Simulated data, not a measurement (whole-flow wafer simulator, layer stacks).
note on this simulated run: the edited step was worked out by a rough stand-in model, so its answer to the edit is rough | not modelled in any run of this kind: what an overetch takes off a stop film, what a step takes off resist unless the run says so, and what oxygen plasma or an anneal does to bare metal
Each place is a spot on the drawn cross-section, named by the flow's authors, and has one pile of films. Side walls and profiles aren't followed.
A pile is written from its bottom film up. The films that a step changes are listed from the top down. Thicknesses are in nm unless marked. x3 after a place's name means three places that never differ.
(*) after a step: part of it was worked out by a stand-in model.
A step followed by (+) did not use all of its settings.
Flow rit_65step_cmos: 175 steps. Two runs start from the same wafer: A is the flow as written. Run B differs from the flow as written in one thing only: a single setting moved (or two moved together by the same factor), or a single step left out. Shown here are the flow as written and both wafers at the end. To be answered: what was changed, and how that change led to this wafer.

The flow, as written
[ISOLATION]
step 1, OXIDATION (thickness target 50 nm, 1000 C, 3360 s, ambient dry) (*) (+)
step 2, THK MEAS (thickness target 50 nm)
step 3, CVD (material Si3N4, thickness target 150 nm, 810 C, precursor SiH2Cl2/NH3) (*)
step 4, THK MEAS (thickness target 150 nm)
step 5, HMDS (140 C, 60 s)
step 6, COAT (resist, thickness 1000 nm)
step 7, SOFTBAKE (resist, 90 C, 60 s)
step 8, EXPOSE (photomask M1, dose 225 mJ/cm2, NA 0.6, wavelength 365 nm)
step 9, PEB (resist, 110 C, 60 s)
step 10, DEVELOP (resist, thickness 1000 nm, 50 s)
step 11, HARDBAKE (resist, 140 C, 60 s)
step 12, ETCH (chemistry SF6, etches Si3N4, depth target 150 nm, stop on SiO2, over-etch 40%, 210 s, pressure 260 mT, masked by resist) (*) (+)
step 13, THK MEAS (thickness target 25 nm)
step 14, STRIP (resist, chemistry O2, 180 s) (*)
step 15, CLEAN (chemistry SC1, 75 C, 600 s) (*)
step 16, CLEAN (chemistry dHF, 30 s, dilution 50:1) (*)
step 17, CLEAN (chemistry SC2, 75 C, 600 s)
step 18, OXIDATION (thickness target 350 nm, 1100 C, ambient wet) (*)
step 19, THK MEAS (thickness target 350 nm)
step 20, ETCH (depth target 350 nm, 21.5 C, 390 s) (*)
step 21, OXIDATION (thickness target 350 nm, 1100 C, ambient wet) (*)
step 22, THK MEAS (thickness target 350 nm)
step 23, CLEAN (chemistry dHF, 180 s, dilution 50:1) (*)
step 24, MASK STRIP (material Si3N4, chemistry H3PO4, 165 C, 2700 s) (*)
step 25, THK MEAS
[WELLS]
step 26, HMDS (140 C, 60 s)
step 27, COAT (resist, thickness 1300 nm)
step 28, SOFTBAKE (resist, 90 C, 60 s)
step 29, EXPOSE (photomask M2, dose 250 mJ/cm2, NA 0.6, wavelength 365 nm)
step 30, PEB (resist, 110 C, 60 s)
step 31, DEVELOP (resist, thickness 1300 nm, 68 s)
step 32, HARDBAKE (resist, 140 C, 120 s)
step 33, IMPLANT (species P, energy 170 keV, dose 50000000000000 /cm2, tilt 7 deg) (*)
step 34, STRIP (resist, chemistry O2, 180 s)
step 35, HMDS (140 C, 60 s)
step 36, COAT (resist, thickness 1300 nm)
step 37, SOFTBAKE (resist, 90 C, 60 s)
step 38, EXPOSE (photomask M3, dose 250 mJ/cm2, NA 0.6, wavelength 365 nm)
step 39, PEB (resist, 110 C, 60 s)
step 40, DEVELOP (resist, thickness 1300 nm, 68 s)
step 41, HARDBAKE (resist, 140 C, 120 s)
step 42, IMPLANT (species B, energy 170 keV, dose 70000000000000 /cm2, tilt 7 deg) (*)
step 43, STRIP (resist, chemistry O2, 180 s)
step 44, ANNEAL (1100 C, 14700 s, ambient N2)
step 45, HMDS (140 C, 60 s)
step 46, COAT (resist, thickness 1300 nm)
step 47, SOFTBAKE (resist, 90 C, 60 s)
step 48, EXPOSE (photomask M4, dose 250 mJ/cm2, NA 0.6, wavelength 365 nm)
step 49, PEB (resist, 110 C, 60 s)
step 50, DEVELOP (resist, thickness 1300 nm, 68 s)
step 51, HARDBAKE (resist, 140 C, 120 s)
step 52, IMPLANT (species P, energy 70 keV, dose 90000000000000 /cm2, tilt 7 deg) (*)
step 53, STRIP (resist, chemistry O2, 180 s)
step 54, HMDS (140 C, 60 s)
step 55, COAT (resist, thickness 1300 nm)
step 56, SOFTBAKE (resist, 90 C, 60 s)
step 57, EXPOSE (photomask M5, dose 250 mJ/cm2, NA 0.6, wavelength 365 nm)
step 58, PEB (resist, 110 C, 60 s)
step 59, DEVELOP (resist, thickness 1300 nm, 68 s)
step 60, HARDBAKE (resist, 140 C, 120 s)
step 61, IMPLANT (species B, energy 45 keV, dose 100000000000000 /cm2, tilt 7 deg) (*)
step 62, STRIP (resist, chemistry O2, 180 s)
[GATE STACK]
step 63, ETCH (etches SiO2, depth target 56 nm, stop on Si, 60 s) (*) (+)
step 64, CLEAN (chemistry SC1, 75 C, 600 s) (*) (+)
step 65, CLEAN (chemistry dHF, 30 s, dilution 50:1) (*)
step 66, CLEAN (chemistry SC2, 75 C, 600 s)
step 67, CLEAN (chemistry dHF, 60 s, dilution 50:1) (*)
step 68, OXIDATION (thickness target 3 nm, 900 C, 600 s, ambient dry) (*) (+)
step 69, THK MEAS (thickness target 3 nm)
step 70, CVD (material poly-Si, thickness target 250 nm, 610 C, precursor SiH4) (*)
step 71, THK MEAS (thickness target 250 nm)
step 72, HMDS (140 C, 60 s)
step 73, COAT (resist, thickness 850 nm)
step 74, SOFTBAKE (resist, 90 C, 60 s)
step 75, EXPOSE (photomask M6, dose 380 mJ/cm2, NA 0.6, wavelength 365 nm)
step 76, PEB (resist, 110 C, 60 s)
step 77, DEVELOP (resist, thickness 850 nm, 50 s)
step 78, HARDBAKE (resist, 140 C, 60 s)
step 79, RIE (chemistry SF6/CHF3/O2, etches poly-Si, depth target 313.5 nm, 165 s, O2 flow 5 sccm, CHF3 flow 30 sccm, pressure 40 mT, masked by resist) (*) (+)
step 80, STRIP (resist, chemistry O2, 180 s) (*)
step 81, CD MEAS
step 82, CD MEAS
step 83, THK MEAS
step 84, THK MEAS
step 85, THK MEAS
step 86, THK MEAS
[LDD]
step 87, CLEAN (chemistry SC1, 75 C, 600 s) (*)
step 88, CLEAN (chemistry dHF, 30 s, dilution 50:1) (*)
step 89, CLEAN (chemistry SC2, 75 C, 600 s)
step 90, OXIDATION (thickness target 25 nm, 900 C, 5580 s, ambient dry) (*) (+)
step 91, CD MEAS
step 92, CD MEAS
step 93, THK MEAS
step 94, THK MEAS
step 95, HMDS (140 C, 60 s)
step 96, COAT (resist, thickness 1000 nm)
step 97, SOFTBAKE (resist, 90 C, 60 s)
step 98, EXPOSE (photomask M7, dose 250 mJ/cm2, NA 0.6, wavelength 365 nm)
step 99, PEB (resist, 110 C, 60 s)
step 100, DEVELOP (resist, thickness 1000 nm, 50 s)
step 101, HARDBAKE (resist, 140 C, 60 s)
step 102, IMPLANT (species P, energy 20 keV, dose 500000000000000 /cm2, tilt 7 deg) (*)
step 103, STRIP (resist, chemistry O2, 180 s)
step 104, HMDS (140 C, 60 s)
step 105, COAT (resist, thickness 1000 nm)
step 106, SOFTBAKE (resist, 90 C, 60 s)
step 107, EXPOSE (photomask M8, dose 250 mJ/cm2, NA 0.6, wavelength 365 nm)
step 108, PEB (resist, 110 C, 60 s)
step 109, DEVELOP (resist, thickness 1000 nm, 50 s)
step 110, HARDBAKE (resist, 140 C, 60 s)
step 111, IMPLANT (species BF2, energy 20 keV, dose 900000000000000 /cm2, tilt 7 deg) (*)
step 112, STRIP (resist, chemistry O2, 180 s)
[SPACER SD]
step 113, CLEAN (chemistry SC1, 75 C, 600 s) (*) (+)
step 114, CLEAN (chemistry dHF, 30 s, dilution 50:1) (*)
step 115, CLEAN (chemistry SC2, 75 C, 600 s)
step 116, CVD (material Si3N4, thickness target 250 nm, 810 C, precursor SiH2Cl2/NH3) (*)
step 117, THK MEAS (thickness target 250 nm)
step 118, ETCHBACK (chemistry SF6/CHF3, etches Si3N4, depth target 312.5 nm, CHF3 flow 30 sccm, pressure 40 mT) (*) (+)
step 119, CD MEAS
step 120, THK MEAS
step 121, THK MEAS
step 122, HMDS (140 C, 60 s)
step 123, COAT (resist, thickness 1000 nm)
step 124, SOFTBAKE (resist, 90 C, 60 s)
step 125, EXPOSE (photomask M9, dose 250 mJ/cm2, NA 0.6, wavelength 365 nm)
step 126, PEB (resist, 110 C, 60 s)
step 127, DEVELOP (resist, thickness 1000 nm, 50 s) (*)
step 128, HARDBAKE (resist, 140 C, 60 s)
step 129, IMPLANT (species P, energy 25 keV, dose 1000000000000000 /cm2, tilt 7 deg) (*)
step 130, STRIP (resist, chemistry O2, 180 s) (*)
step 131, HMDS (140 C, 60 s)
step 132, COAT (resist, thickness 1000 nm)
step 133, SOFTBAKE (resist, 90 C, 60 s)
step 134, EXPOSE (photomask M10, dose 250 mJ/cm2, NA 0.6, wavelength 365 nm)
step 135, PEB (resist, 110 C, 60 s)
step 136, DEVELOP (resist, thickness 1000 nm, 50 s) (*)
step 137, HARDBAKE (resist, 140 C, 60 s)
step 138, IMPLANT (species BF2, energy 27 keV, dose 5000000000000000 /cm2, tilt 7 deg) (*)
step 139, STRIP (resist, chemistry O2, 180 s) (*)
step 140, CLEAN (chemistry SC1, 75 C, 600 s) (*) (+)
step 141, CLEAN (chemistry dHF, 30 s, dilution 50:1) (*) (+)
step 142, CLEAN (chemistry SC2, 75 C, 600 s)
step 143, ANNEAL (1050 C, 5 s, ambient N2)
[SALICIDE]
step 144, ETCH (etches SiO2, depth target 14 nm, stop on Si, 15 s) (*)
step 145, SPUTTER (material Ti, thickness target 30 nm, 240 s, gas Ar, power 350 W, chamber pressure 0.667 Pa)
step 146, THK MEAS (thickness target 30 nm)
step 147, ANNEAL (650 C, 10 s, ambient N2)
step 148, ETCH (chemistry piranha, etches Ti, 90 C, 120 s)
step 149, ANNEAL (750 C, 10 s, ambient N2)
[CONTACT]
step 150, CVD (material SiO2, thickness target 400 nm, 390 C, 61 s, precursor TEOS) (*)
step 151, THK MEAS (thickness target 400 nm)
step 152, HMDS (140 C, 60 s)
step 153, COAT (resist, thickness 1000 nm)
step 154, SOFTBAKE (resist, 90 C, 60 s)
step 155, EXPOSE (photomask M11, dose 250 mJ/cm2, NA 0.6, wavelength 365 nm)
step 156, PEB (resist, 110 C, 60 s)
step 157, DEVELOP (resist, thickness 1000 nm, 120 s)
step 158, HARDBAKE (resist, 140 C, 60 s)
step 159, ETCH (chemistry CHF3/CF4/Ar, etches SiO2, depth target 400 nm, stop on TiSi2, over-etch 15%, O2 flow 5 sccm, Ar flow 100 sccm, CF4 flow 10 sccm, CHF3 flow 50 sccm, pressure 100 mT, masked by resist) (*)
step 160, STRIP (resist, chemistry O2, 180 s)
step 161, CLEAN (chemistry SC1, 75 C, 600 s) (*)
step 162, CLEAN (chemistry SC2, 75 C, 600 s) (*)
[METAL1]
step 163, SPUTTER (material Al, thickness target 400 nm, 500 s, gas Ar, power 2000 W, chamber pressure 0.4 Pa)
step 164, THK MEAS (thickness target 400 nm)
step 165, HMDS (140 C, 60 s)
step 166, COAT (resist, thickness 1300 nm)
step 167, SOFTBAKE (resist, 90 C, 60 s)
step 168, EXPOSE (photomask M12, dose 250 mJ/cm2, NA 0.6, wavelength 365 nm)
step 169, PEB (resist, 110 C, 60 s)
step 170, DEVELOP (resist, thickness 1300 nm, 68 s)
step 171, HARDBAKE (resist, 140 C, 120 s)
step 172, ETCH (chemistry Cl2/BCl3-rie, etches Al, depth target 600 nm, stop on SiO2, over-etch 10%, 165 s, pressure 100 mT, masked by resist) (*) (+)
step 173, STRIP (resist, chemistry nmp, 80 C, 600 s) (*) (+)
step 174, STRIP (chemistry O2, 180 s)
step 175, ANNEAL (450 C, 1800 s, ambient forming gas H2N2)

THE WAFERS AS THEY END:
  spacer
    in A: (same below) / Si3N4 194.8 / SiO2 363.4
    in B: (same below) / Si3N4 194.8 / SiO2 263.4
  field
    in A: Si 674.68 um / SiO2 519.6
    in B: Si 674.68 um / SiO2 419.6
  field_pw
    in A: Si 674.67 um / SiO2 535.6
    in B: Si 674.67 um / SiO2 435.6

Cause: step 150, CVD: thickness target 300 nm was run, while the flow as written has thickness target 400 nm.

Step by step, how the change led to this:
  step 150, CVD (material SiO2, thickness target 400 nm, 390 C, 61 s, precursor TEOS) (*)
      field, field_pw, field_nw, field_p: A SiO2 gains 400 | B SiO2 gains 300
      spacer, spacer_p: A SiO2 gains 400 (new film) | B SiO2 gains 300 (new film)
      (as well as at 2 more places)
  step 159, ETCH (chemistry CHF3/CF4/Ar, etches SiO2, depth target 400 nm, stop on TiSi2, over-etch 15%, O2 flow 5 sccm, Ar flow 100 sccm, CF4 flow 10 sccm, CHF3 flow 50 sccm, pressure 100 mT, masked by resist) (*)
      field, field_pw, field_nw, field_p, gate_n, gate_p, spacer, spacer_p: A resist loses 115 | B resist loses 86.2
  step 160, STRIP (resist, chemistry O2, 180 s)
      field: A resist loses 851 (all of it) | B resist loses 878.8 (all of it)
      field_pw: A resist loses 820.1 (all of it) | B resist loses 848.3 (all of it)
      (as well as at 6 more places)
